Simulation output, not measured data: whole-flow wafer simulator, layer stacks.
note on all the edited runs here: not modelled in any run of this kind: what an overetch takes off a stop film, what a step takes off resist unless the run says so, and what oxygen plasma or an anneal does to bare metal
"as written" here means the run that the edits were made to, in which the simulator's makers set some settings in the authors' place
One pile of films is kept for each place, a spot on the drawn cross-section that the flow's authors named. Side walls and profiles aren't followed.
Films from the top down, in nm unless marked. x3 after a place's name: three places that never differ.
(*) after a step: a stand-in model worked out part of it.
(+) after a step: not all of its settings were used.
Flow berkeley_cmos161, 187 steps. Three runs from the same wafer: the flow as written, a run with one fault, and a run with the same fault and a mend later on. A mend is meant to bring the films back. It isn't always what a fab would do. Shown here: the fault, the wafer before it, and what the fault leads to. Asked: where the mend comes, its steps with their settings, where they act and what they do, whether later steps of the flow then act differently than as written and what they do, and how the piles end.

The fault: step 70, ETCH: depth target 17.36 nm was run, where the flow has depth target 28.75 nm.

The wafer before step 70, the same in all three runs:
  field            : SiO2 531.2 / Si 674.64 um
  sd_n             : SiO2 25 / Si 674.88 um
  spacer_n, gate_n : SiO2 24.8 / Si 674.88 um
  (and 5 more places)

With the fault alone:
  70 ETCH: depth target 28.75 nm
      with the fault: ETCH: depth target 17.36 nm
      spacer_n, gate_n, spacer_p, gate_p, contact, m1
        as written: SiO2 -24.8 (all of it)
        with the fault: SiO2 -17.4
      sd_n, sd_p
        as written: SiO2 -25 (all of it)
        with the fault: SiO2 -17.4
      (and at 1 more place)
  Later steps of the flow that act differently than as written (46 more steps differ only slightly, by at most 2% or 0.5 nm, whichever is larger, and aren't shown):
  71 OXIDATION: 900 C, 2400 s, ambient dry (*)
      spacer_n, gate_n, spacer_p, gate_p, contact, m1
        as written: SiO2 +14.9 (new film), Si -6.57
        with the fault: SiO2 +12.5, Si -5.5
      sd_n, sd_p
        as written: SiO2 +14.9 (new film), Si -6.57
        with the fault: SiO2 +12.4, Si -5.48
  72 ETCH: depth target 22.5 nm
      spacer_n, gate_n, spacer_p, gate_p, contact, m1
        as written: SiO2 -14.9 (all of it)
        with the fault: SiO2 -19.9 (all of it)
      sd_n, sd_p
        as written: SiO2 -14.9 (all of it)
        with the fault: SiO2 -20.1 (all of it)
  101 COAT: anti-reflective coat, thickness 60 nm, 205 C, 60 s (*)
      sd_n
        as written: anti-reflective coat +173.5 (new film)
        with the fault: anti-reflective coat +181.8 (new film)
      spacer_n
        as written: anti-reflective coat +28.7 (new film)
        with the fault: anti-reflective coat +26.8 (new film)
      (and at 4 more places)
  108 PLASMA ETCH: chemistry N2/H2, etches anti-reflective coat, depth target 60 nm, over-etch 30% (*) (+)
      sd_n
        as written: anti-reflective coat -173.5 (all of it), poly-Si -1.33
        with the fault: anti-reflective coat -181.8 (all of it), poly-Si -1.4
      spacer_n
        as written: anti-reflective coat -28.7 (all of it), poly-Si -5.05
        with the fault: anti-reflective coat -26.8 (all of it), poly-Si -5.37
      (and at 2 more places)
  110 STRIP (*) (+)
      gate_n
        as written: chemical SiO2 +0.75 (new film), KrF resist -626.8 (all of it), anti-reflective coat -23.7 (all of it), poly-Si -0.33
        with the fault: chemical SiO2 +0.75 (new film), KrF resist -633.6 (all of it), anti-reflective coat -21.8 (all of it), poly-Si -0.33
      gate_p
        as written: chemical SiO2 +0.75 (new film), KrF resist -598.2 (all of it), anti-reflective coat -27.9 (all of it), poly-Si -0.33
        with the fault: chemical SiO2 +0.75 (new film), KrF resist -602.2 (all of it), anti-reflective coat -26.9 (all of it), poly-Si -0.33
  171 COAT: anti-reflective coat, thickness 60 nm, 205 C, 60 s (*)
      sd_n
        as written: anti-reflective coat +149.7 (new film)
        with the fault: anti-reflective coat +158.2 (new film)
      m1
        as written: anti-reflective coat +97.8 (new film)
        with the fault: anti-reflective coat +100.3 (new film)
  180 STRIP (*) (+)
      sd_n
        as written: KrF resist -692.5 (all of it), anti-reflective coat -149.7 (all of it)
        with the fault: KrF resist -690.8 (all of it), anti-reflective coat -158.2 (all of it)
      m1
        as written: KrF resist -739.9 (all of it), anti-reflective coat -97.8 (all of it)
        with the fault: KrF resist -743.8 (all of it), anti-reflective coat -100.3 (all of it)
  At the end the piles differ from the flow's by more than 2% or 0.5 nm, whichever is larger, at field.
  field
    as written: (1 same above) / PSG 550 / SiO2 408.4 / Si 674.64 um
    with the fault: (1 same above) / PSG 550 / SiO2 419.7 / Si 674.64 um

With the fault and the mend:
  The mend comes after step 70.
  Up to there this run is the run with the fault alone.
  70a ETCH: depth target 11.38 nm (the flow's step 70 once more, with other settings)
      spacer_n, gate_n, spacer_p, gate_p, contact, m1
        SiO2 -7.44 (all of it)
      sd_n, sd_p
        SiO2 -7.68 (all of it)
      field
        SiO2 -11.4
  No later step of the flow acts differently than as written, at any place that is followed, by more than 2% or 0.5 nm, whichever is larger.
  At the end the piles are the same as the flow's at every place that both follow.
